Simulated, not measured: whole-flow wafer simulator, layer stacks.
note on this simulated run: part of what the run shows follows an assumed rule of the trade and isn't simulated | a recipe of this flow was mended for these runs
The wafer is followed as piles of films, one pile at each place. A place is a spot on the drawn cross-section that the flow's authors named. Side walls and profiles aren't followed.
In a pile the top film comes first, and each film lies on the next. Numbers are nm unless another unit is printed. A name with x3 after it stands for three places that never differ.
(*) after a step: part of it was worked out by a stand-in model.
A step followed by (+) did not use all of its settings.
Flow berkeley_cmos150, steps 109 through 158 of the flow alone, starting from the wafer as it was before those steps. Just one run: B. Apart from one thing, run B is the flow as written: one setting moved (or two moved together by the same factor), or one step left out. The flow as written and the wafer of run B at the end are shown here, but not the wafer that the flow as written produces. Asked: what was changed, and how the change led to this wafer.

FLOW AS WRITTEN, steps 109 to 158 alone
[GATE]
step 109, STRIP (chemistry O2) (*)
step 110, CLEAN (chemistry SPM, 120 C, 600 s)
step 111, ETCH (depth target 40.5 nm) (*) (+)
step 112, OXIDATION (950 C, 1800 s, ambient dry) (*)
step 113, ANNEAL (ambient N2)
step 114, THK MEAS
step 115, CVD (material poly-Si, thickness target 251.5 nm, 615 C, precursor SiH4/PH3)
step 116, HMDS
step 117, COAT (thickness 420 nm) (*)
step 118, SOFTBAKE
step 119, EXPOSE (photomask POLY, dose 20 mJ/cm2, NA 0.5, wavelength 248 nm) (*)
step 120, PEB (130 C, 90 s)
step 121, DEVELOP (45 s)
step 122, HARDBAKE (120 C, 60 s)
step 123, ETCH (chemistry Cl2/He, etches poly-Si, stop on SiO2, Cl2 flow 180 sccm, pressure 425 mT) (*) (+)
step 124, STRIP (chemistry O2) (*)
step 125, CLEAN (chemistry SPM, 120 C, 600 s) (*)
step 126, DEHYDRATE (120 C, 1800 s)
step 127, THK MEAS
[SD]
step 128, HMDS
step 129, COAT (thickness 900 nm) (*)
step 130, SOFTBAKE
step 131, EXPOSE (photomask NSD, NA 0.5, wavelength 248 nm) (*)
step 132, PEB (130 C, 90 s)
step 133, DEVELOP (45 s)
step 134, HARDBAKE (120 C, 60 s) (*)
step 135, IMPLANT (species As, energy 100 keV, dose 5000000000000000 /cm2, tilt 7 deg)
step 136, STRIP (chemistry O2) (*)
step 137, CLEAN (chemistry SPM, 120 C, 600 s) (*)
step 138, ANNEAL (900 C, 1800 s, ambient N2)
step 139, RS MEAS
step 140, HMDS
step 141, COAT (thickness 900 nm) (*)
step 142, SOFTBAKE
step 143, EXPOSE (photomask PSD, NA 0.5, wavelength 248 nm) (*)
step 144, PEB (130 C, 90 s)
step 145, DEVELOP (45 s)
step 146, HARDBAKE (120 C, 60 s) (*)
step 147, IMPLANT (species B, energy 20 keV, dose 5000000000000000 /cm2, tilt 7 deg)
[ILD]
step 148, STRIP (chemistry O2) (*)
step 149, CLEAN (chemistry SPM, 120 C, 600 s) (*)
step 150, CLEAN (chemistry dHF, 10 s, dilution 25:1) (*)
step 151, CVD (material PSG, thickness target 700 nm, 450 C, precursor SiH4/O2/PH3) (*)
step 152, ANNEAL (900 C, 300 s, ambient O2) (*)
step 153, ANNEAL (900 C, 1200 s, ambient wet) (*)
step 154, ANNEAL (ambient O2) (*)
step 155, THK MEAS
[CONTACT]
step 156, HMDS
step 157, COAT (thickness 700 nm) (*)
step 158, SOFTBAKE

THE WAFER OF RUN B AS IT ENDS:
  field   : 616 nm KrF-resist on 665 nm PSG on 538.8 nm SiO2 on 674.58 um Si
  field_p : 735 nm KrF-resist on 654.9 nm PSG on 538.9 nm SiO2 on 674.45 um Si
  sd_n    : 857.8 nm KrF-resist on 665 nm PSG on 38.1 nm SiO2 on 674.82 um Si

Cause: step 115, CVD: thickness target 342 nm was run, though the flow has thickness target 251.5 nm.

How this came from the change, step by step:
  step 115, CVD (material poly-Si, thickness target 251.5 nm, 615 C, precursor SiH4/PH3)
      field, field_p, sd_n, gate_n, sd_p, gate_p, contact, m1: +342 poly-Si (new film) (in the flow as written it would be: +251.5 poly-Si (new film))
  step 123, ETCH (chemistry Cl2/He, etches poly-Si, stop on SiO2, Cl2 flow 180 sccm, pressure 425 mT) (*) (+)
      field, field_p, sd_n, sd_p, contact, m1: -342 poly-Si (all of it), -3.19 SiO2 (in the flow as written it would be: -251.5 poly-Si (all of it), -3.19 SiO2)
      gate_n, gate_p: -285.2 KrF-resist (in the flow as written it would be: -220.6 KrF-resist)
  step 124, STRIP (chemistry O2) (*)
      gate_n: +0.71 chemical SiO2 (new film), -111.5 KrF-resist (all of it), -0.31 poly-Si (in the flow as written it would be: +0.69 chemical SiO2 (new film), -176.1 KrF-resist (all of it), -0.3 poly-Si)
      gate_p: +0.71 chemical SiO2 (new film), -148.4 KrF-resist (all of it), -0.31 poly-Si (in the flow as written it would be: +0.69 chemical SiO2 (new film), -213.2 KrF-resist (all of it), -0.3 poly-Si)
  step 129, COAT (thickness 900 nm) (*)
      gate_n: +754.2 thick-KrF-resist (new film) (in the flow as written it would be: +819.9 thick-KrF-resist (new film))
      gate_p: +821.9 thick-KrF-resist (new film) (in the flow as written it would be: +888.9 thick-KrF-resist (new film))
  step 133, DEVELOP (45 s)
      gate_n: -752.5 thick-KrF-resist (all of it) (in the flow as written it would be: -818.1 thick-KrF-resist (all of it))
  step 136, STRIP (chemistry O2) (*)
      gate_p: -806.7 thick-KrF-resist (all of it), +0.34 chemical SiO2, -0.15 poly-Si (in the flow as written it would be: -873.6 thick-KrF-resist (all of it), +0.34 chemical SiO2, -0.15 poly-Si)
  step 141, COAT (thickness 900 nm) (*)
      gate_n: +752.9 thick-KrF-resist (new film) (in the flow as written it would be: +819.7 thick-KrF-resist (new film))
      gate_p: +821.2 thick-KrF-resist (new film) (in the flow as written it would be: +888.8 thick-KrF-resist (new film))
  step 145, DEVELOP (45 s)
      gate_p: -819.3 thick-KrF-resist (all of it) (in the flow as written it would be: -886.7 thick-KrF-resist (all of it))
  step 148, STRIP (chemistry O2) (*)
      gate_n: -737.9 thick-KrF-resist (all of it), +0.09 chemical SiO2, -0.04 poly-Si (in the flow as written it would be: -804.5 thick-KrF-resist (all of it), +0.09 chemical SiO2, -0.04 poly-Si)
  step 157, COAT (thickness 700 nm) (*)
      field_p: +735 KrF-resist (new film) (in the flow as written it would be: +716.6 KrF-resist (new film))
      gate_n: +611.4 KrF-resist (new film) (in the flow as written it would be: +650.5 KrF-resist (new film))
      (and at 2 other places as well)
